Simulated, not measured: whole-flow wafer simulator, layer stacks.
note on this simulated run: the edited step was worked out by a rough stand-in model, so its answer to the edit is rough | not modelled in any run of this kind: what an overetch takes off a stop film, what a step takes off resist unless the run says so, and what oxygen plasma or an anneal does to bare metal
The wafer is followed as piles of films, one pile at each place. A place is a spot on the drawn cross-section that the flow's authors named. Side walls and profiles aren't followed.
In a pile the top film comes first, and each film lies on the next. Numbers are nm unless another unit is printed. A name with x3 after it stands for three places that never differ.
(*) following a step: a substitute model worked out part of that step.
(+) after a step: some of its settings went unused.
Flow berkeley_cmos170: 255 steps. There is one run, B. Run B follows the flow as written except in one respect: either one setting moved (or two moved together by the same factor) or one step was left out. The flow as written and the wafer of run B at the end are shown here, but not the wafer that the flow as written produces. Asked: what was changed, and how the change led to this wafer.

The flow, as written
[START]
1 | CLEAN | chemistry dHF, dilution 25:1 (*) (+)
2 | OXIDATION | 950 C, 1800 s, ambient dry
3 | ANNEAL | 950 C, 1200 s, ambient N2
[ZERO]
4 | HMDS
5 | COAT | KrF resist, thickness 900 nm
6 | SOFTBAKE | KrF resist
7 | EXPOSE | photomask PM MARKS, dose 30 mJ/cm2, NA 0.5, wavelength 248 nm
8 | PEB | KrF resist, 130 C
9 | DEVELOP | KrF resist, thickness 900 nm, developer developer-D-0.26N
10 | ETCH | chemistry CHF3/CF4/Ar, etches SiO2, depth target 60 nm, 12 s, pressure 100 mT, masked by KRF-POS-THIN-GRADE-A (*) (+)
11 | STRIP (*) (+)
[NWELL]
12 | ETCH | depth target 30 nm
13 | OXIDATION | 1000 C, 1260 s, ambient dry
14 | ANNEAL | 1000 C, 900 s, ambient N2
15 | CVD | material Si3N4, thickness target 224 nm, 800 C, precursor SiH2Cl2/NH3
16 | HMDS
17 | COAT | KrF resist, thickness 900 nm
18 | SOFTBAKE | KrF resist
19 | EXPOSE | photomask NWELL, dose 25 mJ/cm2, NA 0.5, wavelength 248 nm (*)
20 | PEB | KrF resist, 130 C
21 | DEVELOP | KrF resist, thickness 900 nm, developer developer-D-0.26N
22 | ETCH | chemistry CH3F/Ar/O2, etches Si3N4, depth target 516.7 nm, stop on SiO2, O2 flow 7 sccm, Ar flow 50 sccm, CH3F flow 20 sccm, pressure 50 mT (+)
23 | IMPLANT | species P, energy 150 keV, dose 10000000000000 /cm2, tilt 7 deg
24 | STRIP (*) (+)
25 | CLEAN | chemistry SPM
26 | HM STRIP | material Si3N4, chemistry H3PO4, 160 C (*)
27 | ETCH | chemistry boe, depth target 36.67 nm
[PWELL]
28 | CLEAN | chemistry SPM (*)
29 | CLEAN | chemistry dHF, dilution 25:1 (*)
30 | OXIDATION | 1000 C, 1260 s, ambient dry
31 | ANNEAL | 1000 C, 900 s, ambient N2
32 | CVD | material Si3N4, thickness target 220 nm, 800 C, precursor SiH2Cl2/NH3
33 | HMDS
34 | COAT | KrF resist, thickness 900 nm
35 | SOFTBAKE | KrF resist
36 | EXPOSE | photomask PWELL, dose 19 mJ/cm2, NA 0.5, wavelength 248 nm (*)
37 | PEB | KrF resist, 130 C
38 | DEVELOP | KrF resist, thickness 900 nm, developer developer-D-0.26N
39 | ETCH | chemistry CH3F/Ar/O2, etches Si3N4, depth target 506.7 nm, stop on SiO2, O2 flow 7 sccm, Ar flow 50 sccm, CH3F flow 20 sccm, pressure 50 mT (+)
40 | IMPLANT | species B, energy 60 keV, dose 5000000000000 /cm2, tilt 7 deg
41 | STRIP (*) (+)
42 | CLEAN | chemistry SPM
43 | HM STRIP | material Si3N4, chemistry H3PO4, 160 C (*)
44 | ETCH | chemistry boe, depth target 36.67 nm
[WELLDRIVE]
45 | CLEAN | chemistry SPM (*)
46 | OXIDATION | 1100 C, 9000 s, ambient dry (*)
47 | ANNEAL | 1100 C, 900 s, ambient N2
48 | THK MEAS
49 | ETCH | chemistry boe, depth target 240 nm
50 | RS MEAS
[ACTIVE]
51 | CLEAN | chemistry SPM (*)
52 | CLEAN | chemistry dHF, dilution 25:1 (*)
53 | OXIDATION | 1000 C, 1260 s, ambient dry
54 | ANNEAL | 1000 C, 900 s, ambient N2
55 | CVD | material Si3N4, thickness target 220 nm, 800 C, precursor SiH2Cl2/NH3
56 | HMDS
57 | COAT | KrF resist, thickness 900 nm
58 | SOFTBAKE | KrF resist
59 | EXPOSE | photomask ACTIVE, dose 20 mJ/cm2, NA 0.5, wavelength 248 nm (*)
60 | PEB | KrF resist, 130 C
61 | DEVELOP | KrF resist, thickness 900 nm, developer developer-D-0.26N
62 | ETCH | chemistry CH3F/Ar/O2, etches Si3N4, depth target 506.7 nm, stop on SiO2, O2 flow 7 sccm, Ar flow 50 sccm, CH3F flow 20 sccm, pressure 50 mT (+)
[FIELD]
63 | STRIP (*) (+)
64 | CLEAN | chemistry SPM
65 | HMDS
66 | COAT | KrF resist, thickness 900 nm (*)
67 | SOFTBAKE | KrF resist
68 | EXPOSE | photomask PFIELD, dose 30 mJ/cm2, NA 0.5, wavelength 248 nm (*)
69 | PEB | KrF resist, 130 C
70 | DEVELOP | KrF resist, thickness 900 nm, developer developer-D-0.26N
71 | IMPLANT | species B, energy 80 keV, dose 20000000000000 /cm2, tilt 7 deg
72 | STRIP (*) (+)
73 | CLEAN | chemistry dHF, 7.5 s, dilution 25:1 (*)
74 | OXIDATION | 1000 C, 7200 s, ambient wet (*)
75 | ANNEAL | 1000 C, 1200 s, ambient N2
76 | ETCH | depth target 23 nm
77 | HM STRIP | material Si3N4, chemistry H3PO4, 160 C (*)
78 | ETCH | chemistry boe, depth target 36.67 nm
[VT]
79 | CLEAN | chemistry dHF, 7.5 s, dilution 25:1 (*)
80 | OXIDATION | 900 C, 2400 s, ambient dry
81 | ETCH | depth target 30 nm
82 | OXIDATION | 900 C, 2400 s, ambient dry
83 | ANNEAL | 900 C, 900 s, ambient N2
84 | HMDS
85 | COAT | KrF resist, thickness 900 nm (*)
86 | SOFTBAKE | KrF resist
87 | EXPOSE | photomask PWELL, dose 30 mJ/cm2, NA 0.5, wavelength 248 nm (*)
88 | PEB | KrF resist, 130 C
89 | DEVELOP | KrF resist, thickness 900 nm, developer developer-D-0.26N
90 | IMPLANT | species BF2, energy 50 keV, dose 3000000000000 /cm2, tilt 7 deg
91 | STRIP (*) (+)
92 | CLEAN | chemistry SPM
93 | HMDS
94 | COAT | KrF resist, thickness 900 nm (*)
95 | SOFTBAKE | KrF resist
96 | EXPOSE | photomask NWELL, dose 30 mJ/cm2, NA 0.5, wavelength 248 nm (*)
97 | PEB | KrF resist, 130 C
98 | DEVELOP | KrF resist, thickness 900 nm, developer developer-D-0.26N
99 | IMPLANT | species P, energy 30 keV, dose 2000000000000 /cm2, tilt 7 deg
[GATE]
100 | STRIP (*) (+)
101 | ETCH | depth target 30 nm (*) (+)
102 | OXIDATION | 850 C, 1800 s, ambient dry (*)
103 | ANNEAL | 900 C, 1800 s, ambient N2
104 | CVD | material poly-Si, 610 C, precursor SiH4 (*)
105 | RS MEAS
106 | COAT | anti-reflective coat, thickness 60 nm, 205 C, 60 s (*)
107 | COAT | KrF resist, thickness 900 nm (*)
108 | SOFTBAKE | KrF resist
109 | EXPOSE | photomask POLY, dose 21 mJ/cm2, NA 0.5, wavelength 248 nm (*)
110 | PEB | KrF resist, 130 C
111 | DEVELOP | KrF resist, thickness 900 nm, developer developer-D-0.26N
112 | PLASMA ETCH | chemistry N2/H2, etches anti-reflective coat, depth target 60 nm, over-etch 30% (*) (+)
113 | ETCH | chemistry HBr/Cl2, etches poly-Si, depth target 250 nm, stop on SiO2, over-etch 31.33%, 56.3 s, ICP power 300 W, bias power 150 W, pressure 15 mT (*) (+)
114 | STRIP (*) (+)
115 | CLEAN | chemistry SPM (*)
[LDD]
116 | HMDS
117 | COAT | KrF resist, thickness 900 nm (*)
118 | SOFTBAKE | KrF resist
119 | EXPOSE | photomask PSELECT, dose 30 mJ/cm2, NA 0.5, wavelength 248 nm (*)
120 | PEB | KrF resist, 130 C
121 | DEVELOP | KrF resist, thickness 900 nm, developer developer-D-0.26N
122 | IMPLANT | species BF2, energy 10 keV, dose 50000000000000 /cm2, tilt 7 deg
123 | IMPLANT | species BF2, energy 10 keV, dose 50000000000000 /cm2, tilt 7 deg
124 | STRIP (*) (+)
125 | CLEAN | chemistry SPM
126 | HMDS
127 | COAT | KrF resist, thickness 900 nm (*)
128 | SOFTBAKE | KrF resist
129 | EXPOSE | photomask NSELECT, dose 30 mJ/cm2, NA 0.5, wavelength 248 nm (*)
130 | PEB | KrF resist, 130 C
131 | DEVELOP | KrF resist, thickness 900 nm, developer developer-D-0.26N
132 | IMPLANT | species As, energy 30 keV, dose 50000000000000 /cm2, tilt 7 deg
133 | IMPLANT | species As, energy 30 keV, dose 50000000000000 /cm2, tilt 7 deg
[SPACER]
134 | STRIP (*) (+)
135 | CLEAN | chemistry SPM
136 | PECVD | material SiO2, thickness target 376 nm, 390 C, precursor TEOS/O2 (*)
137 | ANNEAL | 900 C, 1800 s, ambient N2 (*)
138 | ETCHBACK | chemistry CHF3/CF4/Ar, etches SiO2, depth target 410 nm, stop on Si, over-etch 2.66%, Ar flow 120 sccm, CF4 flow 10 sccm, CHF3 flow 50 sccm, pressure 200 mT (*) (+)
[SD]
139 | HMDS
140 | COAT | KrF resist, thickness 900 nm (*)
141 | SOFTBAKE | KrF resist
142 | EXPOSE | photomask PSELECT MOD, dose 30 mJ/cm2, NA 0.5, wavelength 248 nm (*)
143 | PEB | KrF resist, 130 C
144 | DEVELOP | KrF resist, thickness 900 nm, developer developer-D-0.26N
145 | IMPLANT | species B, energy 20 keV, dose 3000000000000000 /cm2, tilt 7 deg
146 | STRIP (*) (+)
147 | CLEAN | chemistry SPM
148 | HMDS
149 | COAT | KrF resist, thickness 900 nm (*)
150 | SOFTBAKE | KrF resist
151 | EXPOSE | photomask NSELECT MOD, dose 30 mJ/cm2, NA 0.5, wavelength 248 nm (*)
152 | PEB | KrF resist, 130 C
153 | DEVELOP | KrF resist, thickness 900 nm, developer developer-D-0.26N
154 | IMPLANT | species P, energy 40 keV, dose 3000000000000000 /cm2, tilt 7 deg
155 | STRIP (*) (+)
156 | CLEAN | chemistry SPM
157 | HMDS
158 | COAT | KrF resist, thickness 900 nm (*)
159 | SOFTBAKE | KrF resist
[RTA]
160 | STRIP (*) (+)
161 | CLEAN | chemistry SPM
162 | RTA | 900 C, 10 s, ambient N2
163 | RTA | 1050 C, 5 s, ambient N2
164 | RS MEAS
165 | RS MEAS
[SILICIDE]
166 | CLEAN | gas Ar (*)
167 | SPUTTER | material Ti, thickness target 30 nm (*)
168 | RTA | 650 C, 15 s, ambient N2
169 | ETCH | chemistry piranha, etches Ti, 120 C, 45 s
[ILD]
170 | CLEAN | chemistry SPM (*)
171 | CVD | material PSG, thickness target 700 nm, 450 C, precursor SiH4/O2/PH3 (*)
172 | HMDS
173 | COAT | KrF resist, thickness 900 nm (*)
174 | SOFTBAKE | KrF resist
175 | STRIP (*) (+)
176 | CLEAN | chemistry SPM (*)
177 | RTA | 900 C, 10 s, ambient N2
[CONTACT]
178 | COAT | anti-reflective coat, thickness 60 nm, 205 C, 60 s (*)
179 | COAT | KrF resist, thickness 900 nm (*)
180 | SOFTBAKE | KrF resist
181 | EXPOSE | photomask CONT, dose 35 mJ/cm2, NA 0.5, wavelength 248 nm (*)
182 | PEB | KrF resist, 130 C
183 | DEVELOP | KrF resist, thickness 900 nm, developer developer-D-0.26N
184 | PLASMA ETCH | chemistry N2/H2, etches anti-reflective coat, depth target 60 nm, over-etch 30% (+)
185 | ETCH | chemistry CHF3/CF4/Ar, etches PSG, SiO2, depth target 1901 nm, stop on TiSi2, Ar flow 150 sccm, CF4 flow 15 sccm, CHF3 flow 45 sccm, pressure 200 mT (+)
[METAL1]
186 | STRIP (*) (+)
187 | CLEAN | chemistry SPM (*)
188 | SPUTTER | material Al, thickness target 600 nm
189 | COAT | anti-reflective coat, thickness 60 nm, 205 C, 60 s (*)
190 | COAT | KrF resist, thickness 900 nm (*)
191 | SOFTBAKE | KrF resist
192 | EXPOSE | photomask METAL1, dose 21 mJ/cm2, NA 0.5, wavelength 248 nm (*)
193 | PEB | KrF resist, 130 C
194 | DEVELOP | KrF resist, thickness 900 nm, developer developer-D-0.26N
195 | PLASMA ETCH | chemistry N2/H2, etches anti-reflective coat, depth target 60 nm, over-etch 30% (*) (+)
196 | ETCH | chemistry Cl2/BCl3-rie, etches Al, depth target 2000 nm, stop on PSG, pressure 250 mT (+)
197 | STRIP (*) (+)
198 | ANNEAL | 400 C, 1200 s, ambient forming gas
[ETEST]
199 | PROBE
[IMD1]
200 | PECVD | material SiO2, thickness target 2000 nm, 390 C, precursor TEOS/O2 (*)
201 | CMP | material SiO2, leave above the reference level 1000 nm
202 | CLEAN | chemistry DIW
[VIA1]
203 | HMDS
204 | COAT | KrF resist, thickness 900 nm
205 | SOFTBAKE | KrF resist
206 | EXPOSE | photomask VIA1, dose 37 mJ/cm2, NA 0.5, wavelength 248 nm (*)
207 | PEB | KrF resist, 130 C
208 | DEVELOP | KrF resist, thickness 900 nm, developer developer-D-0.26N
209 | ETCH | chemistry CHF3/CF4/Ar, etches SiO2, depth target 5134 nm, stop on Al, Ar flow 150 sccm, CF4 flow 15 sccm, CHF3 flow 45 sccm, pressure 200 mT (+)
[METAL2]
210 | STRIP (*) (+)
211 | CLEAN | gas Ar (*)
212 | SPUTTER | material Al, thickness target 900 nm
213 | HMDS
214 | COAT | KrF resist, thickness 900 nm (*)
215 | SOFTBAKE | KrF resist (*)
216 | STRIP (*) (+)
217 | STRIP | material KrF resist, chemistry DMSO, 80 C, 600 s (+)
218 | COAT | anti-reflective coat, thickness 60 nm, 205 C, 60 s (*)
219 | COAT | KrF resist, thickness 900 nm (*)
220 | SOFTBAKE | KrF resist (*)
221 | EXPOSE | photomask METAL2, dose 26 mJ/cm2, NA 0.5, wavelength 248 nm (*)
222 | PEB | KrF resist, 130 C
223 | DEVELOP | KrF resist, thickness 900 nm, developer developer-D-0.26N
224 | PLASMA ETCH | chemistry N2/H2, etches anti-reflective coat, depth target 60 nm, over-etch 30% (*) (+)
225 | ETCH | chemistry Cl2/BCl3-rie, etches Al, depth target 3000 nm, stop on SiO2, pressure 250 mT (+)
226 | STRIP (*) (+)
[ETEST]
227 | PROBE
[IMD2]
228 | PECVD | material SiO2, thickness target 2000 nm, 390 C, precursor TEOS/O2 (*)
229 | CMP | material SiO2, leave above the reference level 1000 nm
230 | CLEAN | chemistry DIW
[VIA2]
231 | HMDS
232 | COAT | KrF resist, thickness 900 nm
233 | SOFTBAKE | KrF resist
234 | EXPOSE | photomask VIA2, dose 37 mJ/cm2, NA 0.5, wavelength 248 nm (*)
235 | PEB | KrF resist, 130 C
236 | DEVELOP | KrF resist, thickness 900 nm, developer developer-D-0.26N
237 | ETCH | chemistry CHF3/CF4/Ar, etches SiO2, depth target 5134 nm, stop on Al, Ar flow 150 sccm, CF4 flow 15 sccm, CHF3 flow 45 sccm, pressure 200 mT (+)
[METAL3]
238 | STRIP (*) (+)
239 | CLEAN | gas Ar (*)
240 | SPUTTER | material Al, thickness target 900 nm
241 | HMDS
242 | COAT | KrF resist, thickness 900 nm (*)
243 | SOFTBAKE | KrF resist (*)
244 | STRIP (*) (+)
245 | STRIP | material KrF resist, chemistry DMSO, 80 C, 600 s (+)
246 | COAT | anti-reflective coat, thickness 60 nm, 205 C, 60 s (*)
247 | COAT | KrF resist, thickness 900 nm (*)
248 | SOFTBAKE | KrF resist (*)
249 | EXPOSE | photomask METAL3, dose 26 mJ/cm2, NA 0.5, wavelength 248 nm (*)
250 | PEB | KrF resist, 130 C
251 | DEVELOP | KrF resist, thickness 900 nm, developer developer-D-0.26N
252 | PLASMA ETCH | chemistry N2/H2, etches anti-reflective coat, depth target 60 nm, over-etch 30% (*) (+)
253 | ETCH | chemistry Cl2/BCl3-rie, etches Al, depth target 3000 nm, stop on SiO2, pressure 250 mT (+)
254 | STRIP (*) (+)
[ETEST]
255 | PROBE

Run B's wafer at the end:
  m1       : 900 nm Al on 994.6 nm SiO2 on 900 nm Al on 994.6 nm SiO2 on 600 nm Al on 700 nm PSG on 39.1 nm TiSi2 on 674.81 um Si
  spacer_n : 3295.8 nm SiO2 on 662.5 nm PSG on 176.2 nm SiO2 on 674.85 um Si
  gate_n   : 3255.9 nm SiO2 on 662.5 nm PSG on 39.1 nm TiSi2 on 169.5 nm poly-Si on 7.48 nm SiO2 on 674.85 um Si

The reason: step 167, SPUTTER: thickness target 21 nm was run, whereas the flow has thickness target 30 nm.

How this came from the change, step by step:
  167 | SPUTTER | material Ti, thickness target 30 nm (*)
      field, sd_n, spacer_n and 9 more: +21 Ti (new film) (as written it would have been: +30 Ti (new film))
  168 | RTA | 650 C, 15 s, ambient N2
      sd_n, sd_p, contact, m1, via1, m2, via2: -16.4 Ti, +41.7 TiSi2 C49 (new film), -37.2 Si (as written it would have been: -23.4 Ti, +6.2 TiSi first (new film), +50.3 TiSi2 C49 (new film), -49 Si)
      gate_n, gate_p: -16.4 Ti, +41.7 TiSi2 C49 (new film), -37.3 poly-Si (as written it would have been: -23.4 Ti, +6.2 TiSi first (new film), +50.3 TiSi2 C49 (new film), -49.2 poly-Si)
  169 | ETCH | chemistry piranha, etches Ti, 120 C, 45 s
      sd_n, gate_n, sd_p and 6 more: -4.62 Ti (all of it), -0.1 TiSi2 C49 (as written it would have been: -6.6 Ti (all of it), -0.1 TiSi first)
      field, spacer_n, spacer_p: -21 Ti (all of it) (as written it would have been: -30 Ti (all of it))
  177 | RTA | 900 C, 10 s, ambient N2
      sd_n, sd_p, contact, m1, via1, m2, via2: under 1 film: +39.1 TiSi2 (new film), -41.6 TiSi2 C49 (all of it) (as written it would have been: under 1 film: +55.9 TiSi2 (new film), -6.09 TiSi first (all of it), -50.3 TiSi2 C49 (all of it), -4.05 Si)
      gate_n, gate_p: under 1 film: +39.1 TiSi2 (new film), -41.6 TiSi2 C49 (all of it) (as written it would have been: under 1 film: +55.9 TiSi2 (new film), -6.09 TiSi first (all of it), -50.3 TiSi2 C49 (all of it), -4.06 poly-Si)
